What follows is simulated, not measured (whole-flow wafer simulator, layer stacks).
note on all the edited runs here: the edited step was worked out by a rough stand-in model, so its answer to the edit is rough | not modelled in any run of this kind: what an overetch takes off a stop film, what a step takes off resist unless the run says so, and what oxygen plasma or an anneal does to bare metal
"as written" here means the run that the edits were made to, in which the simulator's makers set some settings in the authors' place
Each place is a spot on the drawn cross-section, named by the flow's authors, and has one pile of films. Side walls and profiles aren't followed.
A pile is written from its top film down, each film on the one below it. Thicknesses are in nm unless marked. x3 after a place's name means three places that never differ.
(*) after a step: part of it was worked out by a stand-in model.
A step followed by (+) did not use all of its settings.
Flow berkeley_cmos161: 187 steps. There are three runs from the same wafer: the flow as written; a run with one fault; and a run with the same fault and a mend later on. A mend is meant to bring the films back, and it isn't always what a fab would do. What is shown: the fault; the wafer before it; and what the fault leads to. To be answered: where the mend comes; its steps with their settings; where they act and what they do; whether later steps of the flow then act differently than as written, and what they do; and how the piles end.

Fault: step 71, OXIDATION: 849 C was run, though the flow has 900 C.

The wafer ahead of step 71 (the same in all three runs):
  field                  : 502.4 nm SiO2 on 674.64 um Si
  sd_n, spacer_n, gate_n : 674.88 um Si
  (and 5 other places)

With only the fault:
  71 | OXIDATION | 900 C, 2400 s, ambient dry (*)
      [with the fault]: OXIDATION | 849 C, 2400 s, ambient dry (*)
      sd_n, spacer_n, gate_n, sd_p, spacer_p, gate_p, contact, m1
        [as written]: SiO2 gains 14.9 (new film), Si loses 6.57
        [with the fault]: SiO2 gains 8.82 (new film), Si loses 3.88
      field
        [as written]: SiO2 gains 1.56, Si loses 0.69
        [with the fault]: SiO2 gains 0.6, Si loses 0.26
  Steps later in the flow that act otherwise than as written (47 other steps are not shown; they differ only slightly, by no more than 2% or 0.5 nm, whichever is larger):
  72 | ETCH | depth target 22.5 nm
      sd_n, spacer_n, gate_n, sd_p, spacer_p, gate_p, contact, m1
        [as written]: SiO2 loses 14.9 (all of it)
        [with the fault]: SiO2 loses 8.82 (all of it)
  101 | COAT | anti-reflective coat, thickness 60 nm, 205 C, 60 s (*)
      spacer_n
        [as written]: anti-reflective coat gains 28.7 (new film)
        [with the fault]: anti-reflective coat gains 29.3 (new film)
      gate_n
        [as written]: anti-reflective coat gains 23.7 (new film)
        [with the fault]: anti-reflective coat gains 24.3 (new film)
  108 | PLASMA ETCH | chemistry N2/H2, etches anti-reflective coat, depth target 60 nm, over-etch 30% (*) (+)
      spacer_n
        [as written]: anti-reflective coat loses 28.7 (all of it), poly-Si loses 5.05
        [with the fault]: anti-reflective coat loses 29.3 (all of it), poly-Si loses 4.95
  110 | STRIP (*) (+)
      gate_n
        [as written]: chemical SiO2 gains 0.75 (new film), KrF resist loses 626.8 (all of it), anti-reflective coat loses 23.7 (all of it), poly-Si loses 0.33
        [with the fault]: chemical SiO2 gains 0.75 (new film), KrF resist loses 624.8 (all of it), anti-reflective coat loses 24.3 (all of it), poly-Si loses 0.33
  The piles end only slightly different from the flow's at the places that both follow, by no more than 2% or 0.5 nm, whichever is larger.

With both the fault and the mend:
  The mend stands after step 71.
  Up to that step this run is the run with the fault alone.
  71a | OXIDATION | 900 C, 1440 s, ambient dry (*) (the flow's step 71, run once more with other settings)
      sd_n, spacer_n, gate_n, sd_p, spacer_p, gate_p, contact, m1
        SiO2 gains 6.08, Si loses 2.68
      field
        SiO2 gains 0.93, Si loses 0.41
  None of the later steps of the flow differs from how it acts as written, at any place that is followed, by more than 2% or 0.5 nm, whichever is larger.
  At every place that both follow, the piles at the end match the flow's.
